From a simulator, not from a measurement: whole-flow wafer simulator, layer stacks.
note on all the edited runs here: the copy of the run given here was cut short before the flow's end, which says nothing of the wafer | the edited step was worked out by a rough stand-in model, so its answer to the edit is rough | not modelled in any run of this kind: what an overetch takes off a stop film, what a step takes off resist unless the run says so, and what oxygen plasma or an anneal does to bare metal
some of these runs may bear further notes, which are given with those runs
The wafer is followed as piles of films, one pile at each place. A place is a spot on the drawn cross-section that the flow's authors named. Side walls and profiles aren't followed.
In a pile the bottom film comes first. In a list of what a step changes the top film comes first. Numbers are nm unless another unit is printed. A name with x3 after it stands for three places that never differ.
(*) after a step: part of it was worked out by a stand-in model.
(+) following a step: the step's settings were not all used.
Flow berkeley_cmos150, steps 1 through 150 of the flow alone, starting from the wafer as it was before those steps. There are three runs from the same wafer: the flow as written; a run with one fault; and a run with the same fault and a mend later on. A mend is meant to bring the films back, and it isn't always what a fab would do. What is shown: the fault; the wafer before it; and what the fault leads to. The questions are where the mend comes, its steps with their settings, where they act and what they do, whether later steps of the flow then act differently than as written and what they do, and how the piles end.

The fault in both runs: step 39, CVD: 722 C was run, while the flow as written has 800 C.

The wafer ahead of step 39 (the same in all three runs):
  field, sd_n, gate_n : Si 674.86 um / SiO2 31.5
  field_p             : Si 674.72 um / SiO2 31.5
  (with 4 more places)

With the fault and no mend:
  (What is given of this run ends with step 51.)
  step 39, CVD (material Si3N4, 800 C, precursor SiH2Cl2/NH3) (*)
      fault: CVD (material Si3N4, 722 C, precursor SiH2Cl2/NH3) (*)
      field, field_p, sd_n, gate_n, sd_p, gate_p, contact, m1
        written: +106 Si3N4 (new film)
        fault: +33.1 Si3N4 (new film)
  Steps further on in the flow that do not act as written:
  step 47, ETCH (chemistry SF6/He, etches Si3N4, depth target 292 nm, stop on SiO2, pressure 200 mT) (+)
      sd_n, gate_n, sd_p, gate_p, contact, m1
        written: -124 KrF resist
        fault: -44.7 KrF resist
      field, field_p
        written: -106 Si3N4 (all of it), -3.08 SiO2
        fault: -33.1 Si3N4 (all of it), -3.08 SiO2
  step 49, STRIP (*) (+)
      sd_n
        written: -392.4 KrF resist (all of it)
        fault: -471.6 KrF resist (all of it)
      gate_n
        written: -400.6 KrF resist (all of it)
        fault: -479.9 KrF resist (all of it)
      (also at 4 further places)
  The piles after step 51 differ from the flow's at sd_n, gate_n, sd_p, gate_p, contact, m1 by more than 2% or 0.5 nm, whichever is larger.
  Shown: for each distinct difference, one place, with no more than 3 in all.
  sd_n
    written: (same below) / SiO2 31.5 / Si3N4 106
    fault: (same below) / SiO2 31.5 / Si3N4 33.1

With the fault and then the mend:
  After step 39 comes the mend.
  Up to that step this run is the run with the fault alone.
  step 39a, CVD (material Si3N4, 800 C, precursor SiH2Cl2/NH3) (*) (the flow's step 39 again, with other settings that aren't printed)
      field, field_p, sd_n, gate_n, sd_p, gate_p, contact, m1
        +72.9 Si3N4
  Later steps of the flow that are run all act as written at every place that is followed, up to a difference of at most 2% or 0.5 nm, whichever is larger.
  By the end, the piles equal the flow's at every place that both follow.
